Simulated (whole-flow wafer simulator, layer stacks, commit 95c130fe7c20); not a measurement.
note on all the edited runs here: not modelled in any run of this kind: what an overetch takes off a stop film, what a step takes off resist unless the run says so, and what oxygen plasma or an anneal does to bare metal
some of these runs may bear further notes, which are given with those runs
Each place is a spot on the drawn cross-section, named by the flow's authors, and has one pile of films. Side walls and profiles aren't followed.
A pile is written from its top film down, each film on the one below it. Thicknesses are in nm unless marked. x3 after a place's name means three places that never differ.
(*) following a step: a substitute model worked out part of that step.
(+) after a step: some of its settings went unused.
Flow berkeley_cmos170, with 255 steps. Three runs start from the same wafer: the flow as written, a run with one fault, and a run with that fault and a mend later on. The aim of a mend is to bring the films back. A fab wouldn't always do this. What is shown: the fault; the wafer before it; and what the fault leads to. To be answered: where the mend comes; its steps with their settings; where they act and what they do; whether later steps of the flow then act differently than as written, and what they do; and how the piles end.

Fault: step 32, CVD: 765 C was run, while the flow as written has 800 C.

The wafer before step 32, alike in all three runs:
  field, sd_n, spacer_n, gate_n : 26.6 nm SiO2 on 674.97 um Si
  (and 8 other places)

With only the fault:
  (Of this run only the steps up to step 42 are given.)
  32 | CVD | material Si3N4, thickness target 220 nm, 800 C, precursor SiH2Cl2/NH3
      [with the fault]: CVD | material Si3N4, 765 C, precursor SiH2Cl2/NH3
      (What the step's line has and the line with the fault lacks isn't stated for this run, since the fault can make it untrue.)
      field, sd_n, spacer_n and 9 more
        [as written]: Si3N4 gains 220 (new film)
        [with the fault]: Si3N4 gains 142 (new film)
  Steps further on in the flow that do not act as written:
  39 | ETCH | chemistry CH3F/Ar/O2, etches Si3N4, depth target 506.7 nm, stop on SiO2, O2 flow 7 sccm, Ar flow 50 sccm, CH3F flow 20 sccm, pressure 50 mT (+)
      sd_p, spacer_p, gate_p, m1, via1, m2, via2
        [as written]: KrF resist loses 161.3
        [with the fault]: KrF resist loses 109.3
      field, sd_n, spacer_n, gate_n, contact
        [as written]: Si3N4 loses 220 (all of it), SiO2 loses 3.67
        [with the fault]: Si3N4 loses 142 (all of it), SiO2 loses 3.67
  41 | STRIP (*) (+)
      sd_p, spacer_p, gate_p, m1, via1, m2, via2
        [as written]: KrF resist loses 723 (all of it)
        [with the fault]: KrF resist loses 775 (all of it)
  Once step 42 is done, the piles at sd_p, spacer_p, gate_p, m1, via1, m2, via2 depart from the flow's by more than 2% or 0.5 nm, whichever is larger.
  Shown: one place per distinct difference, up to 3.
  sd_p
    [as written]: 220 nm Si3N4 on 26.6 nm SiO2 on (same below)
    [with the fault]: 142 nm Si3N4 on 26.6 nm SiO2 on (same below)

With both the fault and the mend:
  After step 32 comes the mend.
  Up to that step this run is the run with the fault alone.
  32a | CVD | material Si3N4, thickness target 78 nm, 800 C, precursor SiH2Cl2/NH3 (the flow's step 32 again, with other settings)
      field, sd_n, spacer_n and 9 more
        Si3N4 gains 78
  Every later step of the flow that is run acts as written at every place that is followed.
  At every place that both follow, the piles at the end match the flow's.
